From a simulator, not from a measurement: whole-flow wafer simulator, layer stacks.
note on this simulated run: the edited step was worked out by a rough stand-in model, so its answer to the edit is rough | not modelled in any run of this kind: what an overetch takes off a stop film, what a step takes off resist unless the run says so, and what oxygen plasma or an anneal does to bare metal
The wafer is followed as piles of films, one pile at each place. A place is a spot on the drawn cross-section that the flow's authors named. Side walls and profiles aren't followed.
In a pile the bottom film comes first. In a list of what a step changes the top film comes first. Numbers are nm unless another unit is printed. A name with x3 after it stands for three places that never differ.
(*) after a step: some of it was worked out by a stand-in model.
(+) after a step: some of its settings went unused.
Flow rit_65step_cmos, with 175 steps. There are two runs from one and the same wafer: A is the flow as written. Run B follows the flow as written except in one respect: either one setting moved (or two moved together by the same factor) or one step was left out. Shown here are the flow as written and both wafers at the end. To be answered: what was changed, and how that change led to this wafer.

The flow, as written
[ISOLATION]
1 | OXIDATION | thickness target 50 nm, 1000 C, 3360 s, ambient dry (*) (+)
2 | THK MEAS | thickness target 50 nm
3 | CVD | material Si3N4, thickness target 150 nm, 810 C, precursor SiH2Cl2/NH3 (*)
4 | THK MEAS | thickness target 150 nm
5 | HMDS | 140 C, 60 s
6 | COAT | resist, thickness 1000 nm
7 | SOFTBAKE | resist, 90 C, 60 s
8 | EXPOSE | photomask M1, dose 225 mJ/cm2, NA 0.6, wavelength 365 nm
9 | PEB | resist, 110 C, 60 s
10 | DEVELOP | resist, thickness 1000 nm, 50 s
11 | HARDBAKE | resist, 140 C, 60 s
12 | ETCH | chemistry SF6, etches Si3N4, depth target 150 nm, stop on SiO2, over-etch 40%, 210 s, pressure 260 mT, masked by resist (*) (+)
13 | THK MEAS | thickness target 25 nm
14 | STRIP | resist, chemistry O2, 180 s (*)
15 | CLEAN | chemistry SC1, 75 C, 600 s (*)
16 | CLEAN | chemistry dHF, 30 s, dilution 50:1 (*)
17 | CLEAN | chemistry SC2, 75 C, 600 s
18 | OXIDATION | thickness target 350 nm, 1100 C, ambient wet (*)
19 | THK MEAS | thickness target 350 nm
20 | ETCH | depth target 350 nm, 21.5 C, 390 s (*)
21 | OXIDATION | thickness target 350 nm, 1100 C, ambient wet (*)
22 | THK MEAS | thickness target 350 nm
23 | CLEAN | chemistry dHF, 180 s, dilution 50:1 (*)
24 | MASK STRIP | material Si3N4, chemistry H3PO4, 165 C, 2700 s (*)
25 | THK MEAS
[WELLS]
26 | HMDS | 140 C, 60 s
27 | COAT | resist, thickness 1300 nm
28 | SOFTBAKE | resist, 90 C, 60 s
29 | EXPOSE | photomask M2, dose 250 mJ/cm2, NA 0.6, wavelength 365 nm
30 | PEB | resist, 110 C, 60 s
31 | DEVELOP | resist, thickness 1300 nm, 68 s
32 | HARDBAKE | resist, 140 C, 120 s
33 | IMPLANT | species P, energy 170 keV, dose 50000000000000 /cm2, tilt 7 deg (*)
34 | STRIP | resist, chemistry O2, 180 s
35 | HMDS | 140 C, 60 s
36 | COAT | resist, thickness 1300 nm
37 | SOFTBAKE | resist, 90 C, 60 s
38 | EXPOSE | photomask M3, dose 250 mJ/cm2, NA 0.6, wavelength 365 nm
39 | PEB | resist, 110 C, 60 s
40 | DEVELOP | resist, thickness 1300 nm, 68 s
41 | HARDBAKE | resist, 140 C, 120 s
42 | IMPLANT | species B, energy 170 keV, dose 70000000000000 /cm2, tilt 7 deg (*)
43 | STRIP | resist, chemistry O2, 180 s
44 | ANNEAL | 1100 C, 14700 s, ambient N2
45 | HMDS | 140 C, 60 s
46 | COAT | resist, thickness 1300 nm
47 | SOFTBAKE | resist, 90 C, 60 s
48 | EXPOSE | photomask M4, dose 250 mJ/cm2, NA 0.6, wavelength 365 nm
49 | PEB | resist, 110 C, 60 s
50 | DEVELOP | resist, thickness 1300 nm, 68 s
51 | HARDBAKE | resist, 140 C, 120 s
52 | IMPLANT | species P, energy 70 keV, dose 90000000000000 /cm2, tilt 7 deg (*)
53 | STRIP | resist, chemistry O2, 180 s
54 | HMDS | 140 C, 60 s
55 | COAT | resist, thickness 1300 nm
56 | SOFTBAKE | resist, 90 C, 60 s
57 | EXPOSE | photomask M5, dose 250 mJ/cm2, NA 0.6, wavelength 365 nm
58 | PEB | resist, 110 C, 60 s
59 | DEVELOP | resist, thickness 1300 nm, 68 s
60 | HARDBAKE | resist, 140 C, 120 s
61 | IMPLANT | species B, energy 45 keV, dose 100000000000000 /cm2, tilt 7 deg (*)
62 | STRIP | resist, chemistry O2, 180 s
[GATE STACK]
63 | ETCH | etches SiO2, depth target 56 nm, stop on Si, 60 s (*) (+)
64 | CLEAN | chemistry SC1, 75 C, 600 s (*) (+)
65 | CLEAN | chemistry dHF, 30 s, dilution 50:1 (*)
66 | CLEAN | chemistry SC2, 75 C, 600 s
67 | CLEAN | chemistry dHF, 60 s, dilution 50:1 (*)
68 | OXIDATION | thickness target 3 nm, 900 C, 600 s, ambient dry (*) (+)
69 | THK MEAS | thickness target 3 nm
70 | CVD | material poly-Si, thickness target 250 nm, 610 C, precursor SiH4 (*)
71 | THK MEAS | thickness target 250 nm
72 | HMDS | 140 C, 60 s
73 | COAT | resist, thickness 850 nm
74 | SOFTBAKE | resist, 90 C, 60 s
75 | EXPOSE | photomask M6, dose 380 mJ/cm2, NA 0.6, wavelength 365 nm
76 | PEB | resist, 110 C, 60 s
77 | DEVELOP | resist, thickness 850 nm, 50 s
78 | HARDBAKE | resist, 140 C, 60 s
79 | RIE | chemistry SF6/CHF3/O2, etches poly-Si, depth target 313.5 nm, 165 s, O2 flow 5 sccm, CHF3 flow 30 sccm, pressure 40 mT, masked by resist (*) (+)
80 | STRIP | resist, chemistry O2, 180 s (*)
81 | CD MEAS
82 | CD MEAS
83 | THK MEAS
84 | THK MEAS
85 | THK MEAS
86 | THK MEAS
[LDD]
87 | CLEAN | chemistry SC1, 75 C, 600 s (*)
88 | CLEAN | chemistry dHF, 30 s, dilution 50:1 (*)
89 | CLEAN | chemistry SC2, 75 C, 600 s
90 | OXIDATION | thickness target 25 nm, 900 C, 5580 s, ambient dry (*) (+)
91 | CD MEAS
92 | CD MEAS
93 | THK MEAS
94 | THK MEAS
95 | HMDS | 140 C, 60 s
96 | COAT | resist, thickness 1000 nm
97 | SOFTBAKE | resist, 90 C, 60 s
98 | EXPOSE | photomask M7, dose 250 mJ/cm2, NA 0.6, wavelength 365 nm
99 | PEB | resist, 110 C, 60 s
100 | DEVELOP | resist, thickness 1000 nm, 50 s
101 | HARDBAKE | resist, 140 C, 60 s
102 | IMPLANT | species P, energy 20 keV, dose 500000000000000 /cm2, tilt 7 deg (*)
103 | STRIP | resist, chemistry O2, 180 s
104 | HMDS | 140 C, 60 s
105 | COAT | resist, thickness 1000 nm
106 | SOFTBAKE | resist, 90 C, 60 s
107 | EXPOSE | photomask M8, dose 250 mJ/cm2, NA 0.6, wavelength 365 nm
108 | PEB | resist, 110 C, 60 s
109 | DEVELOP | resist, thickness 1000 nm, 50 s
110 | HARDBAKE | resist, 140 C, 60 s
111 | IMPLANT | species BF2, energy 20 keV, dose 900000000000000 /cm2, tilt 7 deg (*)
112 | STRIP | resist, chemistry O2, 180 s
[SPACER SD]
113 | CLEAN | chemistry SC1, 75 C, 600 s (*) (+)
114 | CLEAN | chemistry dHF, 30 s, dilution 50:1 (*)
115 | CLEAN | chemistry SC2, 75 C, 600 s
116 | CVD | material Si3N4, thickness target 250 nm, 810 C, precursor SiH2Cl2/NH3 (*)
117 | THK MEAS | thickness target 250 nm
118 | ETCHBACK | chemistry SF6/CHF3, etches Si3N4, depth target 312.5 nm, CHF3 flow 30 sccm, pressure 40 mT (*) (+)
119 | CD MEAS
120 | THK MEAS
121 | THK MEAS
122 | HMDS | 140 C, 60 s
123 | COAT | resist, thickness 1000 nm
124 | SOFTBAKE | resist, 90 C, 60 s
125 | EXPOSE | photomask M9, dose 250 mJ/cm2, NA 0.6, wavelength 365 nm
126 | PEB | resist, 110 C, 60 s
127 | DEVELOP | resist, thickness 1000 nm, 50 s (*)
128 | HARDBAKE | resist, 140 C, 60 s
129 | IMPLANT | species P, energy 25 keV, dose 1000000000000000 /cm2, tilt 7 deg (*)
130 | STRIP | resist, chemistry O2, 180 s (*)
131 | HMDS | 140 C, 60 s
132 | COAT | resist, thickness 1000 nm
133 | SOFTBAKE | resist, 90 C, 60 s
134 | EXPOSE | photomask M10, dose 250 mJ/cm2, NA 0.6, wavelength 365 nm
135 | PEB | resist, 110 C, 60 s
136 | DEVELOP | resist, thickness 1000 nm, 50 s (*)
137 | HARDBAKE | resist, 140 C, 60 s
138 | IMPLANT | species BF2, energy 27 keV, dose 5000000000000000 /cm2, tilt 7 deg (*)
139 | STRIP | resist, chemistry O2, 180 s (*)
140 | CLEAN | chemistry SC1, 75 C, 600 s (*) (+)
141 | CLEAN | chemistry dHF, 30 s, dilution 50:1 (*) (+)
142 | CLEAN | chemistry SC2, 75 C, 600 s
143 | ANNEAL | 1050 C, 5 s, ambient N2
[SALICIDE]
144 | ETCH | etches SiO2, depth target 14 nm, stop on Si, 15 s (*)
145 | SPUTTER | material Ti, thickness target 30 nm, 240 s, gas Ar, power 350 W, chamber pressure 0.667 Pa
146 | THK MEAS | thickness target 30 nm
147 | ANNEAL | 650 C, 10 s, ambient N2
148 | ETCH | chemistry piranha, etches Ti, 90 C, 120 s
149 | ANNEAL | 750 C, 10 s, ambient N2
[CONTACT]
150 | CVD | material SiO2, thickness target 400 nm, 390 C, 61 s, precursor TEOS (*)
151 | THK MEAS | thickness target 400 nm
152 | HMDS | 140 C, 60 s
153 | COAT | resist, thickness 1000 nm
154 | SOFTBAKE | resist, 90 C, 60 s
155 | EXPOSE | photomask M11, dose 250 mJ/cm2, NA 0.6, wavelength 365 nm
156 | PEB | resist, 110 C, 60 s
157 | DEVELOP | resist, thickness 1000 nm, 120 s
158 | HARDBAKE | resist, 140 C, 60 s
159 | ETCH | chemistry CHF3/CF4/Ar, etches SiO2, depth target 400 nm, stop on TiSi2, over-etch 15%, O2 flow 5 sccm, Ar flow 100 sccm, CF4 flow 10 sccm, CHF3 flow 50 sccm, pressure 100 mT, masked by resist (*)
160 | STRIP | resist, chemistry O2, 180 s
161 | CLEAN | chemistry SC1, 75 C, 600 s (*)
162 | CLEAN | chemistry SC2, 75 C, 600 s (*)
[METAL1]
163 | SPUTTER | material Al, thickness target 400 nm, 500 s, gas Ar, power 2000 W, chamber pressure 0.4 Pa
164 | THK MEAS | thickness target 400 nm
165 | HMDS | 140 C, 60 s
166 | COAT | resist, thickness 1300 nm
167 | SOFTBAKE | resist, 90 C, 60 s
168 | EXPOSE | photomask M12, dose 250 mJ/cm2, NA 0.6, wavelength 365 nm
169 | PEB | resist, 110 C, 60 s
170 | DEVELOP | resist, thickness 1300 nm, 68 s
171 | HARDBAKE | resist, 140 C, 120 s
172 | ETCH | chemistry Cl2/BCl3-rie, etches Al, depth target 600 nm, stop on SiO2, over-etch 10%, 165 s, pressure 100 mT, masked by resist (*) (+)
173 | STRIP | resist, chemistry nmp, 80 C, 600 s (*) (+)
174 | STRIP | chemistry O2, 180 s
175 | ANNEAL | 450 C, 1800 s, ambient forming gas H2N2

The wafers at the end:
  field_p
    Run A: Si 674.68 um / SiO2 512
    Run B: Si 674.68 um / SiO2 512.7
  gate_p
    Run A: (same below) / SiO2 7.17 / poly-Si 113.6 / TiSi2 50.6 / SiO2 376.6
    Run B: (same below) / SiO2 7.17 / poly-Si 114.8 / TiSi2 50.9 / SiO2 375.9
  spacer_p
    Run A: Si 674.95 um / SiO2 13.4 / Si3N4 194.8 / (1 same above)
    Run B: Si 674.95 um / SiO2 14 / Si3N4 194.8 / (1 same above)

Cause: step 111, IMPLANT: dose 360000000000000 /cm2 was run, though the flow has dose 900000000000000 /cm2.

How this came from the change, step by step:
  114 | CLEAN | chemistry dHF, 30 s, dilution 50:1 (*)
      field_p, active_p, gate_p, spacer_p, sd_p: A -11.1 SiO2 | B -10.4 SiO2
  118 | ETCHBACK | chemistry SF6/CHF3, etches Si3N4, depth target 312.5 nm, CHF3 flow 30 sccm, pressure 40 mT (*) (+)
      gate_p: A -250 Si3N4 (all of it), -15.7 SiO2 (all of it), -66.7 poly-Si | B -250 Si3N4 (all of it), -16.4 SiO2 (all of it), -65.3 poly-Si
